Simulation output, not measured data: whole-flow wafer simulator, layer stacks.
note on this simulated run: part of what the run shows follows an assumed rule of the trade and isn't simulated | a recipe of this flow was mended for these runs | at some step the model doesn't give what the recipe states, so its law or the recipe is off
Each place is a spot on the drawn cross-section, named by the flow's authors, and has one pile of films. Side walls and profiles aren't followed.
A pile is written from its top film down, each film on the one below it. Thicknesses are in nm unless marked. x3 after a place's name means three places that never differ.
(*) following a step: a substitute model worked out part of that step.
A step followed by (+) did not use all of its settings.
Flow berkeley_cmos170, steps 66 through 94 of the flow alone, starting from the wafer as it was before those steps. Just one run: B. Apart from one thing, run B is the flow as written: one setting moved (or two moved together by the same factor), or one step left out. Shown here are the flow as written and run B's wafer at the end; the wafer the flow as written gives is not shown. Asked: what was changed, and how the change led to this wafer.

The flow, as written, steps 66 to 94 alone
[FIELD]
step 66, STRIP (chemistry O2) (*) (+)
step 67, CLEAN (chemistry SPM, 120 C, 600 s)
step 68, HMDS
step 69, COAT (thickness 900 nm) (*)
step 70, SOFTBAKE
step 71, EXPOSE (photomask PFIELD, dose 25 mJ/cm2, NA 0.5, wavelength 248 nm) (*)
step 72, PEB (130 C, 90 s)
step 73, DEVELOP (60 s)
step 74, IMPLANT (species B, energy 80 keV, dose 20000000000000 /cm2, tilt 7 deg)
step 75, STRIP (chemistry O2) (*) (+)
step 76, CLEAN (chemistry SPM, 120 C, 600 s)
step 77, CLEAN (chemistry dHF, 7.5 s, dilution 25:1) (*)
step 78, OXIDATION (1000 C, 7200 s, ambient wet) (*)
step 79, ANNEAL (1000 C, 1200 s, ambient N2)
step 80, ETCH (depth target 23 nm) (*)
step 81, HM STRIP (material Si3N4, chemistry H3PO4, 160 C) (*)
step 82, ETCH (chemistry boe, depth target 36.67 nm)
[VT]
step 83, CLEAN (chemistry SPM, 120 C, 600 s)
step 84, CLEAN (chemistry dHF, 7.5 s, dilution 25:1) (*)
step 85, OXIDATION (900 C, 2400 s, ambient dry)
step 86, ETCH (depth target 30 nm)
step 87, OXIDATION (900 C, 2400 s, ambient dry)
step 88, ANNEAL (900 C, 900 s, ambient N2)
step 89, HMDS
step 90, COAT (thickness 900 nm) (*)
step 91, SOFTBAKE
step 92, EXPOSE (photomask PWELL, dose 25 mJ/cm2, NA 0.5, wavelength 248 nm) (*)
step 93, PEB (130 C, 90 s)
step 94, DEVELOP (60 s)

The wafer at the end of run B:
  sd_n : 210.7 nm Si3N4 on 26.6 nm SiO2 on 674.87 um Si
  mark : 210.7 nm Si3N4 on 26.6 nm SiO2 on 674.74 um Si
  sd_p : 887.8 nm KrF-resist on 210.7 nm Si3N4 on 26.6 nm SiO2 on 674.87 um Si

What caused this: step 80, ETCH: depth target 10 nm was run, whereas the flow has depth target 23 nm.

The path from the change to this, step by step:
  step 80, ETCH (depth target 23 nm) (*)
      mark, sd_n, spacer_n and 9 more: -10 SiO2 (in the flow as written it would be: -12.1 SiO2 (all of it), -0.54 Si3N4)
      field: -10 SiO2 (in the flow as written it would be: -23 SiO2)
  step 81, HM STRIP (material Si3N4, chemistry H3PO4, 160 C) (*)
      mark, sd_n, spacer_n and 9 more: nothing (in the flow as written it would be: -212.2 Si3N4 (all of it), -11.1 SiO2)
      field: nothing (in the flow as written it would be: -17.7 SiO2)
  step 82, ETCH (chemistry boe, depth target 36.67 nm)
      mark, sd_n, spacer_n and 9 more: -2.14 SiO2 (all of it), -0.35 Si3N4 (in the flow as written it would be: -15.5 SiO2 (all of it))
  step 83, CLEAN (chemistry SPM, 120 C, 600 s)
      mark, sd_n, spacer_n and 9 more: nothing (in the flow as written it would be: +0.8 chemical SiO2 (new film), -0.35 Si)
  step 84, CLEAN (chemistry dHF, 7.5 s, dilution 25:1) (*)
      mark, sd_n, spacer_n and 9 more: -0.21 Si3N4 (in the flow as written it would be: -0.8 chemical SiO2 (all of it))
  step 85, OXIDATION (900 C, 2400 s, ambient dry)
      mark, sd_n, spacer_n and 9 more: nothing (in the flow as written it would be: +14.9 SiO2 (new film), -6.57 Si)
  step 86, ETCH (depth target 30 nm)
      mark, sd_n, spacer_n and 9 more: -1.5 Si3N4 (in the flow as written it would be: -14.9 SiO2 (all of it))
  step 87, OXIDATION (900 C, 2400 s, ambient dry)
      mark, sd_n, spacer_n and 9 more: nothing (in the flow as written it would be: +14.9 SiO2 (new film), -6.57 Si)
  step 90, COAT (thickness 900 nm) (*)
      field: +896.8 KrF-resist (new film) (in the flow as written it would be: +840.6 KrF-resist (new film))
      sd_n: +905.4 KrF-resist (new film) (in the flow as written it would be: +1004.6 KrF-resist (new film))
      (and at 10 other places as well)
  step 94, DEVELOP (60 s)
      field: -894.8 KrF-resist (all of it) (in the flow as written it would be: -838.8 KrF-resist (all of it))
      sd_n: -903.4 KrF-resist (all of it) (in the flow as written it would be: -1002.3 KrF-resist (all of it))
      (and at 7 other places as well)
